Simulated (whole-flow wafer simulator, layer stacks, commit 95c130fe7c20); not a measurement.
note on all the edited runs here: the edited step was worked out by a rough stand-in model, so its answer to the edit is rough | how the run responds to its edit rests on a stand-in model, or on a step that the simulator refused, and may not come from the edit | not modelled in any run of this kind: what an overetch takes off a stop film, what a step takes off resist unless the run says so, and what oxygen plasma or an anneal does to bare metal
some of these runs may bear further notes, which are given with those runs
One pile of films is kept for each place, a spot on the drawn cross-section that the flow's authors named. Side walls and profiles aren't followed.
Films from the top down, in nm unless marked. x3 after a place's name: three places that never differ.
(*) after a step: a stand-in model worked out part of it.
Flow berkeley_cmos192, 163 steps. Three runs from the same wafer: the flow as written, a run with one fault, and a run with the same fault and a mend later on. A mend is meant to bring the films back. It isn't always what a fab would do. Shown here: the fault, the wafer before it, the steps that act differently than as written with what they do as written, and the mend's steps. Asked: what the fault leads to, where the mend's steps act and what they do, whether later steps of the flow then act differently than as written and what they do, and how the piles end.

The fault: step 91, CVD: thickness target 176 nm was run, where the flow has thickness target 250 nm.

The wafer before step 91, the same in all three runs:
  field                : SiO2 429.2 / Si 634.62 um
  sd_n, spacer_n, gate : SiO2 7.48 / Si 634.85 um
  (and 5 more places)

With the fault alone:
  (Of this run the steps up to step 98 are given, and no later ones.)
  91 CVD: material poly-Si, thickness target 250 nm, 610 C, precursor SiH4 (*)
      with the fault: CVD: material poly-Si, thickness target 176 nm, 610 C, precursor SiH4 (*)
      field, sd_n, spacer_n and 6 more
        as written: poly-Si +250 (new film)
        with the fault: poly-Si +176 (new film)
  No later step of the flow up to step 98 acts differently than as written, at any place that is followed, by more than 2% or 0.5 nm, whichever is larger.
  After step 98 the piles differ from the flow's by more than 2% or 0.5 nm, whichever is larger, at field, sd_n, spacer_n and 6 more.
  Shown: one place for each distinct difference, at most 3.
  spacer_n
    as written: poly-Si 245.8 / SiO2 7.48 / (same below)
    with the fault: poly-Si 171.8 / SiO2 7.48 / (same below)
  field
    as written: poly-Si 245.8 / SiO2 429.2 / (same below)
    with the fault: poly-Si 171.9 / SiO2 429.2 / (same below)
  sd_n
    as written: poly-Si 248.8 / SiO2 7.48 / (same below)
    with the fault: poly-Si 174.8 / SiO2 7.48 / (same below)

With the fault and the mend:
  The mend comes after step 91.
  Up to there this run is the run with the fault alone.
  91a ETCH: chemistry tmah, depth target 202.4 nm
      field, sd_n, spacer_n and 6 more
        poly-Si -176 (all of it)
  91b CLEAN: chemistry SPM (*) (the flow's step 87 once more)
      changes no film at any place that is followed
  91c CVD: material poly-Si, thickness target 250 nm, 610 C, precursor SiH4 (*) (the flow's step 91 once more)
      field, sd_n, spacer_n and 6 more
        poly-Si +250 (new film)
  No later step of the flow acts differently than as written, at any place that is followed, by more than 2% or 0.5 nm, whichever is larger.
  At the end the piles are the same as the flow's at every place that both follow.
